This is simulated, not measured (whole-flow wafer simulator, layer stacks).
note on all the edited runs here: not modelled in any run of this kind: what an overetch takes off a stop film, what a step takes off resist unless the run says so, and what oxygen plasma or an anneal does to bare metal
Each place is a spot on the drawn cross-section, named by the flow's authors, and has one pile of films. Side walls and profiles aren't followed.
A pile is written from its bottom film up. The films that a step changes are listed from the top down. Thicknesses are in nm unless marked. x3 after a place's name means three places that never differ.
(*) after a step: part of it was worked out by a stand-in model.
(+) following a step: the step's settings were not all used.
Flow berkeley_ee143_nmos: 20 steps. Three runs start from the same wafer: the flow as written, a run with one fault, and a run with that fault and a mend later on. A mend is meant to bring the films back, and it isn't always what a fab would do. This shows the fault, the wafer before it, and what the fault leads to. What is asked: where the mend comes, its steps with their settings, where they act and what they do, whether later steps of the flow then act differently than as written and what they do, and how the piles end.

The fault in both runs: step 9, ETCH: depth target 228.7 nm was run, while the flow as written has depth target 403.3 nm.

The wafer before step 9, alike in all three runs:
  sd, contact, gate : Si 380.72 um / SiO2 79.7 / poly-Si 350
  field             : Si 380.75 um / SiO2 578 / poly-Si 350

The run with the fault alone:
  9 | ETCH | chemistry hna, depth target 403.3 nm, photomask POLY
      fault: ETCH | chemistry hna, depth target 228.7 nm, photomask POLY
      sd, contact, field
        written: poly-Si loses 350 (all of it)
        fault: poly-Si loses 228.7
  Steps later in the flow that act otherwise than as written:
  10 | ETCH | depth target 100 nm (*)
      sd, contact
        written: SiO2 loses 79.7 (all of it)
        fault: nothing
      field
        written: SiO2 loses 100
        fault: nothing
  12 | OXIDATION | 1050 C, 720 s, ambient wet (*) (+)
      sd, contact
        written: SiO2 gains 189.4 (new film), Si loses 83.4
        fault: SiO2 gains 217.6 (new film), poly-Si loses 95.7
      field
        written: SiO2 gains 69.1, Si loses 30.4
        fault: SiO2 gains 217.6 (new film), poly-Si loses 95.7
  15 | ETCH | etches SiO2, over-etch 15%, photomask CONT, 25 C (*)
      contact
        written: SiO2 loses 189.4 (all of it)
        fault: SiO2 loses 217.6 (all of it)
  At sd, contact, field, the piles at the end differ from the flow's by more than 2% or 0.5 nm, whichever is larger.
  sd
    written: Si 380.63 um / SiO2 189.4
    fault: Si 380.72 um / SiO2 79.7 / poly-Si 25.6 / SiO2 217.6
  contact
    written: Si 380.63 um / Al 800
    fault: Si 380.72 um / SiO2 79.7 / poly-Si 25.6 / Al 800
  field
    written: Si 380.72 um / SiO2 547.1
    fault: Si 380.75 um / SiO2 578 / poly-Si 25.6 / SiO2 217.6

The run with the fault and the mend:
  The mend follows step 9.
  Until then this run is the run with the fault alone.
  9a | ETCH | chemistry hna, depth target 174.6 nm, photomask POLY (the flow's step 9, run once more with other settings)
      sd, contact, field
        poly-Si loses 121.3 (all of it)
  Later steps of the flow that are run all act as written at every place that is followed.
  At every place that both follow, the piles at the end match the flow's.
